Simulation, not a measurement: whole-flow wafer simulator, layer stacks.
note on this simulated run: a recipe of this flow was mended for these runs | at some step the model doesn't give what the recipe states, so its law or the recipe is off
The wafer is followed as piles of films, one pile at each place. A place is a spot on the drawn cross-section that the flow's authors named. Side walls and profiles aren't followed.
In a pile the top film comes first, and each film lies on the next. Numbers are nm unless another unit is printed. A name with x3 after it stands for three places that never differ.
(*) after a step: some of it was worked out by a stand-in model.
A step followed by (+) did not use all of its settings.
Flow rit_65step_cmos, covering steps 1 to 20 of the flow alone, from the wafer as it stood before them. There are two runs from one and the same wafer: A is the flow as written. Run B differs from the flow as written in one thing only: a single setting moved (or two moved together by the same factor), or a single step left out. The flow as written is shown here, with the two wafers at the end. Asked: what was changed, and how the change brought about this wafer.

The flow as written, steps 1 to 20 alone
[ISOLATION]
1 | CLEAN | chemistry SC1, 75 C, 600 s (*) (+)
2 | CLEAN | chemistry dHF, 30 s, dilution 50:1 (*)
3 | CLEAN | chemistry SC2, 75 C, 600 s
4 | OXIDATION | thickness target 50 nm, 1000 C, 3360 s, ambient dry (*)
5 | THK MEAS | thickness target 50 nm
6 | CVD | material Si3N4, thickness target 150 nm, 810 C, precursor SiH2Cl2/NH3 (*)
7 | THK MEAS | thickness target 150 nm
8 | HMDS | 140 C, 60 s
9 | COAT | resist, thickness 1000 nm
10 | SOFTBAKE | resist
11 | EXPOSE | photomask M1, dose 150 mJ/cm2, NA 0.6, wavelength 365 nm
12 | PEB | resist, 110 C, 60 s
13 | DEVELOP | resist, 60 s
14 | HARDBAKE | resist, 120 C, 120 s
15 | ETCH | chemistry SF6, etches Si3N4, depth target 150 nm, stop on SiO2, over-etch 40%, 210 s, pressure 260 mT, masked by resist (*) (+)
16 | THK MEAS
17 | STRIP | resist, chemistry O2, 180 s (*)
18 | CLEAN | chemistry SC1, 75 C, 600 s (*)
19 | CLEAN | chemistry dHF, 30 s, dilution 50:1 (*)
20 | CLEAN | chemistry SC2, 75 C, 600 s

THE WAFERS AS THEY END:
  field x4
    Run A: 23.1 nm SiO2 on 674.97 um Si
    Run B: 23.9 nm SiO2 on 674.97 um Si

Cause: step 18, CLEAN: 368 s was run, though the flow has 600 s.

The path from the change to this, step by step:
  18 | CLEAN | chemistry SC1, 75 C, 600 s (*)
      field x4: A -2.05 SiO2 | B -1.25 SiO2
